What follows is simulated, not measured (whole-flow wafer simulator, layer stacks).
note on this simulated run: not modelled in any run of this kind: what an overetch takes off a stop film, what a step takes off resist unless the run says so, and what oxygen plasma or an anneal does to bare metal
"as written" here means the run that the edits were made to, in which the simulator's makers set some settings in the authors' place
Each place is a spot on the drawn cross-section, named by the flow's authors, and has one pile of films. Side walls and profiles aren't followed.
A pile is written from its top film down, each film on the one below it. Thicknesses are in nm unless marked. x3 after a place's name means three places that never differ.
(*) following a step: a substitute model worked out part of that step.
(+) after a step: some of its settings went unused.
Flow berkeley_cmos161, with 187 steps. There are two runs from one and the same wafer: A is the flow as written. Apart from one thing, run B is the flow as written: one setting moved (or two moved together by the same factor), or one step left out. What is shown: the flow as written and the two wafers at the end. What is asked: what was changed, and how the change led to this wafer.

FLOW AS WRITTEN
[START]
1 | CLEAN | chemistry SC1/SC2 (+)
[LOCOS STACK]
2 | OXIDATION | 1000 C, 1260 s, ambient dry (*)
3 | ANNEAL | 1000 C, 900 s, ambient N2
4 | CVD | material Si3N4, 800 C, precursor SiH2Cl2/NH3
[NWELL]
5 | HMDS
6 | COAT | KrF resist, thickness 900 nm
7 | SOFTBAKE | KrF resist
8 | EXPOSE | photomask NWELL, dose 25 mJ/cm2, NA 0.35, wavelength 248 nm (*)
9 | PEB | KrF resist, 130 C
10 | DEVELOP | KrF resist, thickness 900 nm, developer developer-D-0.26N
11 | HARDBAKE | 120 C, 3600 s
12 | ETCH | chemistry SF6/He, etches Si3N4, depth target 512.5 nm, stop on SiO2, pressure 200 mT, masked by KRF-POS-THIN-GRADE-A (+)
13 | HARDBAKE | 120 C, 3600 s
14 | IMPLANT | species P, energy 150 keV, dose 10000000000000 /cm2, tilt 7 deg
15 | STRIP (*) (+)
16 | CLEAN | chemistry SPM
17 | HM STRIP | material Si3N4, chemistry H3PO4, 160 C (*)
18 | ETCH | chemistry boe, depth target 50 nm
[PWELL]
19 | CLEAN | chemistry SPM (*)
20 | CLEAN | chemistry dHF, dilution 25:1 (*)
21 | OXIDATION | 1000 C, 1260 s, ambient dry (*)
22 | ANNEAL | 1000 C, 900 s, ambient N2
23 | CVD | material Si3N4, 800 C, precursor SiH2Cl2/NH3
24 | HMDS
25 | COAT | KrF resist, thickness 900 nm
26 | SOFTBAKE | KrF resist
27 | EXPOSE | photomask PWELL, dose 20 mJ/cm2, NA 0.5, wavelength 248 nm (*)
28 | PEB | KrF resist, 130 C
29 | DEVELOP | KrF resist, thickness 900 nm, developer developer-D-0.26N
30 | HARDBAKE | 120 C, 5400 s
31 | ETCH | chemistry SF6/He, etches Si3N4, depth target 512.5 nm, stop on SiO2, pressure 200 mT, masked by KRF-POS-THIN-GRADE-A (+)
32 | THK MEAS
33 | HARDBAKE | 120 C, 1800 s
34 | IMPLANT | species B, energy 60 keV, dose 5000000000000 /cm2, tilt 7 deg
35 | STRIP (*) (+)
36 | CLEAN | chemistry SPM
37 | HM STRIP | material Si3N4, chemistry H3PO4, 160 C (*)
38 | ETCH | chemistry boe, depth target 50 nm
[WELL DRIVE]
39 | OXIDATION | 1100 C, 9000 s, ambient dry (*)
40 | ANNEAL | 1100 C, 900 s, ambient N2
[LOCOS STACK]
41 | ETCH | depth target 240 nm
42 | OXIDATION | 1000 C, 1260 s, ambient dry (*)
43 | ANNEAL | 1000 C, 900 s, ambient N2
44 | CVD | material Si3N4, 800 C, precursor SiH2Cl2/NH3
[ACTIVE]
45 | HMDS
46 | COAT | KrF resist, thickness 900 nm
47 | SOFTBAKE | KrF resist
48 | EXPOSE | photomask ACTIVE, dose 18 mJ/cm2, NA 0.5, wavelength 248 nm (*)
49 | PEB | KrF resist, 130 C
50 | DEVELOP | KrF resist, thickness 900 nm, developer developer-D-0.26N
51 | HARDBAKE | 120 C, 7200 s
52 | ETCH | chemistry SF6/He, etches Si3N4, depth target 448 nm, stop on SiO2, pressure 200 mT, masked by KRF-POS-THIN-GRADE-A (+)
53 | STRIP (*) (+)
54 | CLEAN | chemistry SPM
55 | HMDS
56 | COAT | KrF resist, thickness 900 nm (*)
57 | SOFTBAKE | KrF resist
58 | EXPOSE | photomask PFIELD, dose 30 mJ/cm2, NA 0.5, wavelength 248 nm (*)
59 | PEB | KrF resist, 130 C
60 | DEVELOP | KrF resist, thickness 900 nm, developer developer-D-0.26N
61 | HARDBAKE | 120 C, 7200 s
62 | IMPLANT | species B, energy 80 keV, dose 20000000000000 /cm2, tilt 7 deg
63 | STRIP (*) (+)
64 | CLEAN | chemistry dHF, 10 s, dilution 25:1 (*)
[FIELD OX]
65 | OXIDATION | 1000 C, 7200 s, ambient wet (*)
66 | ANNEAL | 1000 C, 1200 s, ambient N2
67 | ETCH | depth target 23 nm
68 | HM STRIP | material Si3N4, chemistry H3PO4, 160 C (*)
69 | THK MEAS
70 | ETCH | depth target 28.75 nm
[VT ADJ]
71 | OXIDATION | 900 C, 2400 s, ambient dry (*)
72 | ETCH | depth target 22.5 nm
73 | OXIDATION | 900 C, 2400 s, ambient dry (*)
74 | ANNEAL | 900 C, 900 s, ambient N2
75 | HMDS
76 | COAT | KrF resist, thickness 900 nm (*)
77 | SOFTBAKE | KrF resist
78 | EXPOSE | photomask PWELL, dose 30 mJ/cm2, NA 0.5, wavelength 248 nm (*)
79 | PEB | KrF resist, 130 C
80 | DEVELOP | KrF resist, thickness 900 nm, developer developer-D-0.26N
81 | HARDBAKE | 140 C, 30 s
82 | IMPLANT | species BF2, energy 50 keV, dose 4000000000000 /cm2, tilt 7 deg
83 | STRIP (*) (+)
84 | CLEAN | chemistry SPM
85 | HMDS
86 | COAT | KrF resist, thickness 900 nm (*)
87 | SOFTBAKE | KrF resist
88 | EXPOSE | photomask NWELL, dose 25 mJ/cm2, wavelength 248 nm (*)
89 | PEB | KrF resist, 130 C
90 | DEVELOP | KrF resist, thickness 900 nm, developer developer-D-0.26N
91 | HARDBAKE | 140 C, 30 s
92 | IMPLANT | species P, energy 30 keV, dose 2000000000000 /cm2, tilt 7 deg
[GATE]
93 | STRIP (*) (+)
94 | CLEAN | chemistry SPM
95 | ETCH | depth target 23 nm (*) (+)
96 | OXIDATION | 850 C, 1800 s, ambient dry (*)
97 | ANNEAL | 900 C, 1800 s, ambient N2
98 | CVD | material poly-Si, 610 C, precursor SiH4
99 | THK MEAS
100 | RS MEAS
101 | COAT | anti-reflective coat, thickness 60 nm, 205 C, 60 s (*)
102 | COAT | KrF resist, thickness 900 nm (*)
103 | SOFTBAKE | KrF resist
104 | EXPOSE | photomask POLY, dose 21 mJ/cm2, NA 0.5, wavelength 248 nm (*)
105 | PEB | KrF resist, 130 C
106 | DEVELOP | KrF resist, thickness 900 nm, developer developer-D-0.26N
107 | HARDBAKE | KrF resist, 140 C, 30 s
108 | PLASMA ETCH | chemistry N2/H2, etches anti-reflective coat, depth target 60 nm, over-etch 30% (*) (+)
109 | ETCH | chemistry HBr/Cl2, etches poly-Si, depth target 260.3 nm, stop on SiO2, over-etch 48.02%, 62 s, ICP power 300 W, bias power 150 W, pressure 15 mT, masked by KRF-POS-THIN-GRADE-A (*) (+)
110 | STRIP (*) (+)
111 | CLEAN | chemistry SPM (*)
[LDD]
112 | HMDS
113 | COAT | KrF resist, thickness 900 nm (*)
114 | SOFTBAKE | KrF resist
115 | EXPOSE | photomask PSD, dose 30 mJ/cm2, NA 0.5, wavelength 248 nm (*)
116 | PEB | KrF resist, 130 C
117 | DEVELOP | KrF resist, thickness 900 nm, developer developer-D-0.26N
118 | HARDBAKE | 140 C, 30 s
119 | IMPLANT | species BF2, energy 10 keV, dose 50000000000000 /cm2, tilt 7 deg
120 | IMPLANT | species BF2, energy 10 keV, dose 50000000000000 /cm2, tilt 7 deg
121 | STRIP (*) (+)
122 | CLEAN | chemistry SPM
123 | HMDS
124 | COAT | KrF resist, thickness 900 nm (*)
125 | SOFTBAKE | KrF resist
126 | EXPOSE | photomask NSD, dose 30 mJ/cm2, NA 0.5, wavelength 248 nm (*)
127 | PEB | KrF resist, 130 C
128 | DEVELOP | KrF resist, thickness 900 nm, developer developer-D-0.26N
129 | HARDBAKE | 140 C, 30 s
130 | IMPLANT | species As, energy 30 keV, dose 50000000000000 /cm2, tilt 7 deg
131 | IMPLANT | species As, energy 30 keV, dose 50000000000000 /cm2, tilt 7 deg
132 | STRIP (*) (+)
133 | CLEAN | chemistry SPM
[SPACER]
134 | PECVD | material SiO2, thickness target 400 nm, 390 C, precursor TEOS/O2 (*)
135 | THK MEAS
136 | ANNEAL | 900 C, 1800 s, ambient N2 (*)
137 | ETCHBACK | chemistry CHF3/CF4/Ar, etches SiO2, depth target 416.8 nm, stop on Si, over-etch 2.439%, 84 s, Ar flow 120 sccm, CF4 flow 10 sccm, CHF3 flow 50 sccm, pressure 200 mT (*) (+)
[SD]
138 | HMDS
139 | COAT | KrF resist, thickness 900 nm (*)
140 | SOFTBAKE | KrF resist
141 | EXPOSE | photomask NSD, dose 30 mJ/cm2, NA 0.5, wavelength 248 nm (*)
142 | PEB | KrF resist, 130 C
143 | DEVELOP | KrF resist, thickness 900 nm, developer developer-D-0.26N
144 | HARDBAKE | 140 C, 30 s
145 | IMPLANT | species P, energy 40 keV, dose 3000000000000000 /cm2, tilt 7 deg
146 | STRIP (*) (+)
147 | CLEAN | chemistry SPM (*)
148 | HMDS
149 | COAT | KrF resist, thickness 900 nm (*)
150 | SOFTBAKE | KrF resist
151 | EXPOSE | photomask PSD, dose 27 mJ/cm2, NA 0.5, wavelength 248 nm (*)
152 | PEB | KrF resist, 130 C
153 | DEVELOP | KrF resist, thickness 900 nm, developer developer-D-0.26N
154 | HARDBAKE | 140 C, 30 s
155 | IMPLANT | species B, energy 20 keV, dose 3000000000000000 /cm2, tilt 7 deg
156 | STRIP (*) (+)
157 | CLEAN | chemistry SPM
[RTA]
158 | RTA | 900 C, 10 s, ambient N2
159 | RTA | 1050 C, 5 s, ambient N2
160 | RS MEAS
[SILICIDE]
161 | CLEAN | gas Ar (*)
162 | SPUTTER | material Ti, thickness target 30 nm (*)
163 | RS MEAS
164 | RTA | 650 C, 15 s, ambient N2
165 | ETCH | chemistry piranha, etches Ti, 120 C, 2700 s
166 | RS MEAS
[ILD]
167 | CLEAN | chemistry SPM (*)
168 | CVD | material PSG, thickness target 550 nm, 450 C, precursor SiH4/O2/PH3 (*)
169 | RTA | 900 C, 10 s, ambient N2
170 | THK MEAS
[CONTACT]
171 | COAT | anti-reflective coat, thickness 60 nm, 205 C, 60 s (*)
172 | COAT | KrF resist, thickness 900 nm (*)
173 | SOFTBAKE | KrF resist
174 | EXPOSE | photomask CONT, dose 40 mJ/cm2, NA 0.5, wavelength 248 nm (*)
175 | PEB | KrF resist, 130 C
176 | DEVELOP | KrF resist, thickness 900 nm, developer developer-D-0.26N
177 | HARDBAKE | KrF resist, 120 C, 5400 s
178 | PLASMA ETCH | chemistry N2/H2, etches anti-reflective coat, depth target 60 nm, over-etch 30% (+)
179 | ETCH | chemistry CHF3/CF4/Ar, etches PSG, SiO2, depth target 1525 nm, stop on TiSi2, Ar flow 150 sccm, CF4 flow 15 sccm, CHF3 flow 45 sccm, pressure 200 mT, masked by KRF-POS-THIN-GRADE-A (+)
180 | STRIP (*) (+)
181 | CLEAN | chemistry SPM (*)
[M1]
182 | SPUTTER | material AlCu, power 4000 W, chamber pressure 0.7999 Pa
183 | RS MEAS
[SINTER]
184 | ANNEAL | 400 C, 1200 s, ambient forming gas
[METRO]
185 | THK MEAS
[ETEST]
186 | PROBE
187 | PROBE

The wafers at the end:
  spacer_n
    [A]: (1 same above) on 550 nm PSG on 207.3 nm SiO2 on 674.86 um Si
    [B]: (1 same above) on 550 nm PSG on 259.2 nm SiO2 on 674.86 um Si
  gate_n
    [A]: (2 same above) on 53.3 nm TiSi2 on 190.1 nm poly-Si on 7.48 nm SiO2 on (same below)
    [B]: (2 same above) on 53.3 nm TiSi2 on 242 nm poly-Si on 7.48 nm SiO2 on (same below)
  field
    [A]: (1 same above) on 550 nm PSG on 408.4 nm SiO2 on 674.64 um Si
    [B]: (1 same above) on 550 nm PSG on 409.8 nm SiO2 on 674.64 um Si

Cause: step 98, CVD: 620 C was run, though the flow has 610 C.

Step by step, how the change led to this:
  98 | CVD | material poly-Si, 610 C, precursor SiH4
      field, sd_n, spacer_n and 6 more: A poly-Si gains 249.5 (new film) | B poly-Si gains 301.4 (new film)
  101 | COAT | anti-reflective coat, thickness 60 nm, 205 C, 60 s (*)
      field: A anti-reflective coat gains 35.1 (new film) | B anti-reflective coat gains 36 (new film)
      sd_n: A anti-reflective coat gains 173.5 (new film) | B anti-reflective coat gains 177.1 (new film)
      (and at 1 other place as well)
  108 | PLASMA ETCH | chemistry N2/H2, etches anti-reflective coat, depth target 60 nm, over-etch 30% (*) (+)
      field: A anti-reflective coat loses 35.1 (all of it), poly-Si loses 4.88 | B anti-reflective coat loses 36 (all of it), poly-Si loses 4.98
      sd_n: A anti-reflective coat loses 173.5 (all of it), poly-Si loses 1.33 | B anti-reflective coat loses 177.1 (all of it), poly-Si loses 1.36
      (and at 1 other place as well)
  109 | ETCH | chemistry HBr/Cl2, etches poly-Si, depth target 260.3 nm, stop on SiO2, over-etch 48.02%, 62 s, ICP power 300 W, bias power 150 W, pressure 15 mT, masked by KRF-POS-THIN-GRADE-A (*) (+)
      field: A poly-Si loses 244.6 (all of it), SiO2 loses 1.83 | B poly-Si loses 296.4 (all of it), SiO2 loses 0.44
      sd_n: A poly-Si loses 248.1 (all of it), SiO2 loses 1.56 | B poly-Si loses 300 (all of it), SiO2 loses 0.43
      (and at 5 other places as well)
  113 | COAT | KrF resist, thickness 900 nm (*)
      gate_n: A KrF resist gains 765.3 (new film) | B KrF resist gains 723.6 (new film)
      gate_p: A KrF resist gains 760.9 (new film) | B KrF resist gains 719.3 (new film)
  117 | DEVELOP | KrF resist, thickness 900 nm, developer developer-D-0.26N
      gate_p: A KrF resist loses 759.7 (all of it) | B KrF resist loses 718.2 (all of it)
  118 | HARDBAKE | 140 C, 30 s
      gate_n: A KrF resist loses 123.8 | B KrF resist loses 117
  121 | STRIP (*) (+)
      gate_n: A KrF resist loses 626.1 (all of it), chemical SiO2 gains 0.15 | B KrF resist loses 591.3 (all of it), chemical SiO2 gains 0.15, poly-Si loses 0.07
  124 | COAT | KrF resist, thickness 900 nm (*)
      gate_n: A KrF resist gains 765.2 (new film) | B KrF resist gains 723.6 (new film)
      gate_p: A KrF resist gains 760.8 (new film) | B KrF resist gains 719.2 (new film)
  128 | DEVELOP | KrF resist, thickness 900 nm, developer developer-D-0.26N
      gate_n: A KrF resist loses 764.1 (all of it) | B KrF resist loses 722.4 (all of it)
  129 | HARDBAKE | 140 C, 30 s
      gate_p: A KrF resist loses 123 | B KrF resist loses 116.2
  132 | STRIP (*) (+)
      gate_p: A KrF resist loses 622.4 (all of it), chemical SiO2 gains 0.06 | B KrF resist loses 587.6 (all of it), chemical SiO2 gains 0.06, poly-Si loses 0.03
  137 | ETCHBACK | chemistry CHF3/CF4/Ar, etches SiO2, depth target 416.8 nm, stop on Si, over-etch 2.439%, 84 s, Ar flow 120 sccm, CF4 flow 10 sccm, CHF3 flow 50 sccm, pressure 200 mT (*) (+)
      spacer_n, spacer_p: A SiO2 loses 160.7 | B SiO2 loses 110.2
  139 | COAT | KrF resist, thickness 900 nm (*)
      spacer_n: A KrF resist gains 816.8 (new film) | B KrF resist gains 779.6 (new film)
      gate_n: A KrF resist gains 780.8 (new film) | B KrF resist gains 744.7 (new film)
      (and at 2 other places as well)
  143 | DEVELOP | KrF resist, thickness 900 nm, developer developer-D-0.26N
      spacer_n: A KrF resist loses 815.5 (all of it) | B KrF resist loses 778.4 (all of it)
      gate_n: A KrF resist loses 779.6 (all of it) | B KrF resist loses 743.6 (all of it)
  144 | HARDBAKE | 140 C, 30 s
      spacer_p: A KrF resist loses 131 | B KrF resist loses 125
      gate_p: A KrF resist loses 125.1 | B KrF resist loses 119.3
  ... 7 other steps ...
  180 | STRIP (*) (+)
      spacer_n: A KrF resist loses 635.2 (all of it), anti-reflective coat loses 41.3 (all of it) | B KrF resist loses 598.2 (all of it), anti-reflective coat loses 39.3 (all of it)
      gate_n: A KrF resist loses 589.4 (all of it), anti-reflective coat loses 46.1 (all of it) | B KrF resist loses 557 (all of it), anti-reflective coat loses 40.4 (all of it)
      (and at 3 other places as well)
